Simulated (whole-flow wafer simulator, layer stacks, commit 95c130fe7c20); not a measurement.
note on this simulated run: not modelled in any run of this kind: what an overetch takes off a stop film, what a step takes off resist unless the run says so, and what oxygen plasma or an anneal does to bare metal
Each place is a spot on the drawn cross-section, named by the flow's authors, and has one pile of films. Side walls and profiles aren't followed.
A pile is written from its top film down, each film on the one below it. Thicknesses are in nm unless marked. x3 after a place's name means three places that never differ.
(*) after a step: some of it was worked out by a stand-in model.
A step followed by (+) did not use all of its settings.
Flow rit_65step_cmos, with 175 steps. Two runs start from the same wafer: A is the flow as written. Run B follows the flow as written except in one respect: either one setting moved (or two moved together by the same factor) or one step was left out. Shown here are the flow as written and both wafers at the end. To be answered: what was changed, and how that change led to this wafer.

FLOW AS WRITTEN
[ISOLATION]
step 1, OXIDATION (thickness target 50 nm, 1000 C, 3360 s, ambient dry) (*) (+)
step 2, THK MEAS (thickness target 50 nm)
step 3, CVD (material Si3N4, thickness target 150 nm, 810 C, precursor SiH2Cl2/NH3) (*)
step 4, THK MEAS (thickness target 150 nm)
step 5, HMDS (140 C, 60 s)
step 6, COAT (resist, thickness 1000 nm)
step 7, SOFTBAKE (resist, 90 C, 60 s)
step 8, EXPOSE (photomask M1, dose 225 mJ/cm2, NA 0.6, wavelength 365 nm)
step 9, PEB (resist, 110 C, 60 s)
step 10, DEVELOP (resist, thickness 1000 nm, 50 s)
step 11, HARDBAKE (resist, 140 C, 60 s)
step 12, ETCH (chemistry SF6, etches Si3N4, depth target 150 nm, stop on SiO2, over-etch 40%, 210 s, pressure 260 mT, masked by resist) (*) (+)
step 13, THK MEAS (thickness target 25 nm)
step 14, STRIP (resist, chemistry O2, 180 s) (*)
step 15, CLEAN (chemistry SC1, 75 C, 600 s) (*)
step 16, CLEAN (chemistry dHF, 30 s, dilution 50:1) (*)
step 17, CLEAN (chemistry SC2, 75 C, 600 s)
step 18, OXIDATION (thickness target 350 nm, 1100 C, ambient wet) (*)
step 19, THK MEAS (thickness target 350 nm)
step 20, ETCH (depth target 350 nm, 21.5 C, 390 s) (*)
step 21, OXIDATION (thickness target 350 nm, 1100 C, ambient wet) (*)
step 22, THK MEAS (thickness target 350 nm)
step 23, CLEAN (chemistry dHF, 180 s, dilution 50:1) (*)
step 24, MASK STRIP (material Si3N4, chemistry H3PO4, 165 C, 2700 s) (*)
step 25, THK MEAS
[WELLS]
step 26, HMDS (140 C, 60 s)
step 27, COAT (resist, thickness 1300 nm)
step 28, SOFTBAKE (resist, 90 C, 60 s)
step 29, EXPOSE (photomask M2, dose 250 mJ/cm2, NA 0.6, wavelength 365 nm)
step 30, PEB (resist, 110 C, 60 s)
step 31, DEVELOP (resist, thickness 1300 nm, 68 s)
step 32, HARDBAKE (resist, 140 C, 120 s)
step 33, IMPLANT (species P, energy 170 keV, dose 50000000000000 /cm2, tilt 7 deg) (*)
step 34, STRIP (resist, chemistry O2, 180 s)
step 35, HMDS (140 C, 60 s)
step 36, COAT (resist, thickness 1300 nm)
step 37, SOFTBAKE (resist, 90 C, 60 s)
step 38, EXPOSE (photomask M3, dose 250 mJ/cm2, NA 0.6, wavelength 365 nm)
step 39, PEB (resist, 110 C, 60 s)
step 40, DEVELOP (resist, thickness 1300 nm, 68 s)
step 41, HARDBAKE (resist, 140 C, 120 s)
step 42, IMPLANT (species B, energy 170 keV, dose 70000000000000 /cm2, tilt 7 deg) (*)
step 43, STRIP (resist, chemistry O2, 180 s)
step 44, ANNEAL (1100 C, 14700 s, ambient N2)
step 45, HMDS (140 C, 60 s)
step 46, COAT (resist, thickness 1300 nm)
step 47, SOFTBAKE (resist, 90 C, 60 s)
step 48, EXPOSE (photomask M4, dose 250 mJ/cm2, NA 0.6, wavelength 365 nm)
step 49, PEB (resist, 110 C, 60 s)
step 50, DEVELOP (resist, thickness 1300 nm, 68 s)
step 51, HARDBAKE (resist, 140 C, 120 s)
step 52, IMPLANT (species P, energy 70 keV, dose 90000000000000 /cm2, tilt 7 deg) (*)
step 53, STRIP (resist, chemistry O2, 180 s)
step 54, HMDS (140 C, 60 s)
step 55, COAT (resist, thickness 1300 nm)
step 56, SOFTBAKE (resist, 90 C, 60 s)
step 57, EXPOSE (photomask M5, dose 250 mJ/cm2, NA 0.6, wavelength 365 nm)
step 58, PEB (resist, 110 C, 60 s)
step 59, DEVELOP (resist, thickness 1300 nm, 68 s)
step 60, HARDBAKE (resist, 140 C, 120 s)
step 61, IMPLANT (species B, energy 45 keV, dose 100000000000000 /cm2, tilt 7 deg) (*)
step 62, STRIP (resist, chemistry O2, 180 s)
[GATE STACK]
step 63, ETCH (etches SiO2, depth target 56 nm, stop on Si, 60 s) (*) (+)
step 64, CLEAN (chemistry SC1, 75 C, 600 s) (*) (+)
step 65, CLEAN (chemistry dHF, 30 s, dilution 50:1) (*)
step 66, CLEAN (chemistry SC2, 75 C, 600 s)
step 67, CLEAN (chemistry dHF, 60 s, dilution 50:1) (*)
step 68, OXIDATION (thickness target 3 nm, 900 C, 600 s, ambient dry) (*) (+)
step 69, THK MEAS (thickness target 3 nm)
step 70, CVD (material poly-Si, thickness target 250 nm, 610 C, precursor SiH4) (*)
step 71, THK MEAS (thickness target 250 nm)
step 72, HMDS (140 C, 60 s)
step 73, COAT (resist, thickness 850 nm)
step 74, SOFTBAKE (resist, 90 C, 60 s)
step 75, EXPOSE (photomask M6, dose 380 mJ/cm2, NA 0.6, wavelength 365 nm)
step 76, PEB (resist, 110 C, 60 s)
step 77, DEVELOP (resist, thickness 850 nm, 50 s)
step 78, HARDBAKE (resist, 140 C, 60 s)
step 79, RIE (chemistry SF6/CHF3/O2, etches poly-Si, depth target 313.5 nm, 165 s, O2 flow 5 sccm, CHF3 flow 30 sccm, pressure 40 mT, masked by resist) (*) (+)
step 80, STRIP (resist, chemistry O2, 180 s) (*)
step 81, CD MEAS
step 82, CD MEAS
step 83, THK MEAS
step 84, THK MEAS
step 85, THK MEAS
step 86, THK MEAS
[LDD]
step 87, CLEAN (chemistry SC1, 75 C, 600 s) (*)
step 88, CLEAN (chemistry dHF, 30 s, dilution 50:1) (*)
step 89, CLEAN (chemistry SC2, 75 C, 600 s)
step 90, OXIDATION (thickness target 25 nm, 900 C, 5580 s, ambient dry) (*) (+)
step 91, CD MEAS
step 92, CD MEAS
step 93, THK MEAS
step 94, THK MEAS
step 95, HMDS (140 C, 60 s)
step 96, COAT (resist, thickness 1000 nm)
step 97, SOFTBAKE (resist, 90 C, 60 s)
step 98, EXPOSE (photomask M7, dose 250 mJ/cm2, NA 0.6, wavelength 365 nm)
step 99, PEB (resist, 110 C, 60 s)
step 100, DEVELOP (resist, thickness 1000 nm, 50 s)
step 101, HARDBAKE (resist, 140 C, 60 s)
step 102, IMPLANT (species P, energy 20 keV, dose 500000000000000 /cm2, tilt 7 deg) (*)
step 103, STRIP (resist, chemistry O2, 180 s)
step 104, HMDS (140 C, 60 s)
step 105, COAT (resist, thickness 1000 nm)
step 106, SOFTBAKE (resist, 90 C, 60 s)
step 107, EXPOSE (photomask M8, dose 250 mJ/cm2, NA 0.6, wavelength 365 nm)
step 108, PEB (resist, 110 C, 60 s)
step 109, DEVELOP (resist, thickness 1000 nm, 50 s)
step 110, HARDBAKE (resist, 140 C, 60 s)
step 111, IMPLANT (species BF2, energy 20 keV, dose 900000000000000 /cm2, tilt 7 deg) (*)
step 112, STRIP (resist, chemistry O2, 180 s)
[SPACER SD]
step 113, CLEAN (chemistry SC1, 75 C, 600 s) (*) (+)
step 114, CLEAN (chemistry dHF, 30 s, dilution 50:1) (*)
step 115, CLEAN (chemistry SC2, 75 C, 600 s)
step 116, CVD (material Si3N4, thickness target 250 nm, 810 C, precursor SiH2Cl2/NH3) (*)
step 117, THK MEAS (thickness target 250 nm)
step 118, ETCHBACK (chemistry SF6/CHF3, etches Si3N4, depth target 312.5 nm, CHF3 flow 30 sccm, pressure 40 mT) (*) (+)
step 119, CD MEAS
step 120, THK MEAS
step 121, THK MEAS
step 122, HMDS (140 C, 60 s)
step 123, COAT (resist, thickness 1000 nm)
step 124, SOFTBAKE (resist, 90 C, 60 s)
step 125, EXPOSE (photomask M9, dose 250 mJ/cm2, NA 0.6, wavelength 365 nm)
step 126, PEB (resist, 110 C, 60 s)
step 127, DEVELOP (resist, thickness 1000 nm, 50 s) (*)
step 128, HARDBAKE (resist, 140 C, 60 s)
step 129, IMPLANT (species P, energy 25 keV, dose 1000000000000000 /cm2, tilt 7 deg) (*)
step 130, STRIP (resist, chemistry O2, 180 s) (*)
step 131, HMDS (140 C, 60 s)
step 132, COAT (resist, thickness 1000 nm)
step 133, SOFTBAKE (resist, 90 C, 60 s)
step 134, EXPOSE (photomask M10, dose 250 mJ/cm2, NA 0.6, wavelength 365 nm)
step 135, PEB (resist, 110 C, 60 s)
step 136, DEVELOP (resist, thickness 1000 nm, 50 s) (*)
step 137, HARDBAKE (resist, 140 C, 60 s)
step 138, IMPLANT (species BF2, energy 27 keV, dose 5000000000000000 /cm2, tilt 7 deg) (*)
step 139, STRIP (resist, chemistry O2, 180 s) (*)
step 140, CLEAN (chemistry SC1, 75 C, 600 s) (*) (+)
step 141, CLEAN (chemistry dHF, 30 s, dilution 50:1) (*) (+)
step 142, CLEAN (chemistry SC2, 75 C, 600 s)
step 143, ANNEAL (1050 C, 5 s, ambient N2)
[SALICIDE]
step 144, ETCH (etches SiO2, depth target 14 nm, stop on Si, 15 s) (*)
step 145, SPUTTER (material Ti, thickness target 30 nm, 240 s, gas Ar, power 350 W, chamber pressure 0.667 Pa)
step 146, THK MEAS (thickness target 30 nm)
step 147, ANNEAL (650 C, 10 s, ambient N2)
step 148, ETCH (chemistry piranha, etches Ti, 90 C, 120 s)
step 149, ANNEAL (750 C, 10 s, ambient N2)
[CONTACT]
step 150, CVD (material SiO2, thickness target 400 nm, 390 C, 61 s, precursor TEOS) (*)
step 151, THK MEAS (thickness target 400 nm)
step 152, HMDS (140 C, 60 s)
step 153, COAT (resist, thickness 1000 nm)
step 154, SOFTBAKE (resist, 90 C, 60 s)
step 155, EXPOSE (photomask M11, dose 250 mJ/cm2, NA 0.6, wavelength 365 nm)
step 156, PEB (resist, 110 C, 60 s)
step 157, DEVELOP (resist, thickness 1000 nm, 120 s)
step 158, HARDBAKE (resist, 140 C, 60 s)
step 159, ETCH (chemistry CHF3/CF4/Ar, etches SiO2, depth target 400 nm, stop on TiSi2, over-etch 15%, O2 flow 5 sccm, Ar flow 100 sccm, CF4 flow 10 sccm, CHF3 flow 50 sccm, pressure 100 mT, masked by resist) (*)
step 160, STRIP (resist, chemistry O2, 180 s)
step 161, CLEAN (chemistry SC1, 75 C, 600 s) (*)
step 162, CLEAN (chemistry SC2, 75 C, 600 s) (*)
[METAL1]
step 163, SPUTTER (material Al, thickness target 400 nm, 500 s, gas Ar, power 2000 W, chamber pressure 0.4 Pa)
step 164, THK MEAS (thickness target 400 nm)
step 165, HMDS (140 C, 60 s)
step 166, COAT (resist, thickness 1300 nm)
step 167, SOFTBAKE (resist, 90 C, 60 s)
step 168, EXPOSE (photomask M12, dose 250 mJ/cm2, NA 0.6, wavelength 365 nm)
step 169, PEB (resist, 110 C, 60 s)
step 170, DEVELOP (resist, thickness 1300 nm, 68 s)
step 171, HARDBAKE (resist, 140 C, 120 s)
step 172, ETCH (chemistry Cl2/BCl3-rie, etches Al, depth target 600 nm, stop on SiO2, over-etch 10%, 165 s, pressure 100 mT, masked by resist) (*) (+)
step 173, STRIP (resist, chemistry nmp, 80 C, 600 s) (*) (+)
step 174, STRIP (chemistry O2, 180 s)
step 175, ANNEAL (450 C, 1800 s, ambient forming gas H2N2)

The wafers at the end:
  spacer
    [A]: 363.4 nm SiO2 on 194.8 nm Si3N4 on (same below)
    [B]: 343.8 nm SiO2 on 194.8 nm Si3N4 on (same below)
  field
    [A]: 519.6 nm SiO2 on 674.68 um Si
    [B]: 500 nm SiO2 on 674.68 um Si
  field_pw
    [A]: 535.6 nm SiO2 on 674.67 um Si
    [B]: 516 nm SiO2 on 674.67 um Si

Cause: step 163, SPUTTER: power 1216 W was run, while the flow as written has power 2000 W.

How this came from the change, step by step:
  step 163, SPUTTER (material Al, thickness target 400 nm, 500 s, gas Ar, power 2000 W, chamber pressure 0.4 Pa)
      field, field_p, spacer, spacer_p: A Al gains 400 (new film) | B Al gains 243.2 (new film)
      gate_n, gate_p: A Al gains 396 (new film) | B Al gains 243.2 (new film)
      (as well as at 2 more places)
  step 172, ETCH (chemistry Cl2/BCl3-rie, etches Al, depth target 600 nm, stop on SiO2, over-etch 10%, 165 s, pressure 100 mT, masked by resist) (*) (+)
      field, field_p, spacer, spacer_p: A Al loses 400 (all of it), SiO2 loses 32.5 | B Al loses 243.2 (all of it), SiO2 loses 52.1
      gate_n, gate_p: A Al loses 396 (all of it), SiO2 loses 33 | B Al loses 243.2 (all of it), SiO2 loses 52.1
      (as well as at 2 more places)
